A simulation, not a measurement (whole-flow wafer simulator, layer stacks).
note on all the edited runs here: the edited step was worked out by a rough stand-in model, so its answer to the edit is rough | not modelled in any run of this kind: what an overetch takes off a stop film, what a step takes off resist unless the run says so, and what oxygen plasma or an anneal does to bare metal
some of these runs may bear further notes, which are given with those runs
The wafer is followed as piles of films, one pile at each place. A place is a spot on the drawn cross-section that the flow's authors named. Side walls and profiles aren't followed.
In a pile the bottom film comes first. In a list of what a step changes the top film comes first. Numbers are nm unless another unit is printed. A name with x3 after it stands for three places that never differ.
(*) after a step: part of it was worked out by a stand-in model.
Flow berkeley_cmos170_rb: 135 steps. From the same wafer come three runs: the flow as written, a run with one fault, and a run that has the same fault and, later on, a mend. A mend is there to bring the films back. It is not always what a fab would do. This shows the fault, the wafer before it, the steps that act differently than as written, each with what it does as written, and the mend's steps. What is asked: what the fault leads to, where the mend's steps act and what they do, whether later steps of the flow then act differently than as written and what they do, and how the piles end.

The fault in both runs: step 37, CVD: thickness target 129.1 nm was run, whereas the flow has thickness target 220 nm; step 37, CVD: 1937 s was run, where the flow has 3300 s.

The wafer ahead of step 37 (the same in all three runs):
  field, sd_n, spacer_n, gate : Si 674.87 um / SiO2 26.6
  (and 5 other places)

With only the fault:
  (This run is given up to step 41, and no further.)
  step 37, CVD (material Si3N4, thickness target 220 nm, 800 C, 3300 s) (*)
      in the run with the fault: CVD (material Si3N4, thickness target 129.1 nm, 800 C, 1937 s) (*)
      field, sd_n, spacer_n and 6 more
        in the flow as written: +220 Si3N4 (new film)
        in the run with the fault: +129.1 Si3N4 (new film)
  Later steps of the flow up to step 41 that are run all act as written at every place that is followed.
  Once step 41 is done, the piles at field, sd_n, spacer_n and 6 more depart from the flow's by more than 2% or 0.5 nm, whichever is larger.
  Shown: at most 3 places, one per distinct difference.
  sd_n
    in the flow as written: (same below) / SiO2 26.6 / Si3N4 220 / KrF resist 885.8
    in the run with the fault: (same below) / SiO2 26.6 / Si3N4 129.1 / KrF resist 885.8
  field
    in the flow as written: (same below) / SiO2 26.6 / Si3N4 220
    in the run with the fault: (same below) / SiO2 26.6 / Si3N4 129.1

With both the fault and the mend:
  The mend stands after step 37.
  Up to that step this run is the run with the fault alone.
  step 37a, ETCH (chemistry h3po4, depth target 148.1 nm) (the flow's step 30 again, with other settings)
      field, sd_n, spacer_n and 6 more
        -129.1 Si3N4 (all of it)
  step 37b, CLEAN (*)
      does not change any film at any place that is followed
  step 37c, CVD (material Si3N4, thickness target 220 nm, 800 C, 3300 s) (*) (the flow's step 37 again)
      field, sd_n, spacer_n and 6 more
        +220 Si3N4 (new film)
  Later steps of the flow that are run all act as written at every place that is followed.
  The piles end the same as the flow's at every place that both follow.
